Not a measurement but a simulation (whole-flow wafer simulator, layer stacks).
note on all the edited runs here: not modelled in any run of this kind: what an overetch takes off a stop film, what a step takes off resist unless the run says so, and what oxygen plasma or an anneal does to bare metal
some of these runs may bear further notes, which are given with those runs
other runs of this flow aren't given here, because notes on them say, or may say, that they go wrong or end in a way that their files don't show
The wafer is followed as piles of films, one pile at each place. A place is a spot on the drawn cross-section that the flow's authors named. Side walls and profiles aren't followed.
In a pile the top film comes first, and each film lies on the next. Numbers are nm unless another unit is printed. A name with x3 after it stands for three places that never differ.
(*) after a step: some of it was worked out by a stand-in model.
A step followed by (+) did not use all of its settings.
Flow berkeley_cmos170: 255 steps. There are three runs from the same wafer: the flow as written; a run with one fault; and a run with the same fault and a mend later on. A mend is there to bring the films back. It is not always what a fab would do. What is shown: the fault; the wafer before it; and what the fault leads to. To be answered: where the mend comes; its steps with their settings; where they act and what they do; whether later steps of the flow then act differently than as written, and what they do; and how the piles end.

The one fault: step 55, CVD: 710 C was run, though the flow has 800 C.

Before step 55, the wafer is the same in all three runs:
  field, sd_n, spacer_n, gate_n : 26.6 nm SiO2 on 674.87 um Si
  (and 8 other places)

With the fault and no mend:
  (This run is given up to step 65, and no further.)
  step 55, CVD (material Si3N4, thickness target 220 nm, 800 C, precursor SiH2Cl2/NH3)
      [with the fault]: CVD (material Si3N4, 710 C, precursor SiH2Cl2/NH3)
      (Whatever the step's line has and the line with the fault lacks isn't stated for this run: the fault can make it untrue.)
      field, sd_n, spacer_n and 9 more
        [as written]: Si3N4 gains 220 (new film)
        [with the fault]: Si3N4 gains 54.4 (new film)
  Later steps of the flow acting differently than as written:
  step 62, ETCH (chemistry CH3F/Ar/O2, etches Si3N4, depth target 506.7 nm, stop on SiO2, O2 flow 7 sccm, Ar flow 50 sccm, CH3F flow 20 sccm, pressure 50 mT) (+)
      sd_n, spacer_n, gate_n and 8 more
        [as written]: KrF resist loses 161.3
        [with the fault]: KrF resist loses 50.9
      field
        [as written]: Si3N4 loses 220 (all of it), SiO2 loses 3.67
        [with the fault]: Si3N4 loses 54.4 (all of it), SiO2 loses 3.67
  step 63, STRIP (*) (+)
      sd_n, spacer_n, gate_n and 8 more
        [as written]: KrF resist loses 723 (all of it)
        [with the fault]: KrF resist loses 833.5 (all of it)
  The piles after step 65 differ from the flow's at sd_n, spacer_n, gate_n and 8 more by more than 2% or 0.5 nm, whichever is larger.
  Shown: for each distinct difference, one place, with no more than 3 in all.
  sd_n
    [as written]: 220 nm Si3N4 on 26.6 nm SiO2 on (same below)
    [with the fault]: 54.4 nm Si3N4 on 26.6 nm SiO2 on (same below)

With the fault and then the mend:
  After step 55 comes the mend.
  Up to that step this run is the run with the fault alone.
  step 55a, CVD (material Si3N4, thickness target 166 nm, 800 C, precursor SiH2Cl2/NH3) (a further turn of the flow's step 55, with different settings)
      field, sd_n, spacer_n and 9 more
        Si3N4 gains 166
  Later steps of the flow that are run all act as written at every place that is followed, up to a difference of at most 2% or 0.5 nm, whichever is larger.
  The piles end only slightly different from the flow's at the places that both follow, by no more than 2% or 0.5 nm, whichever is larger.
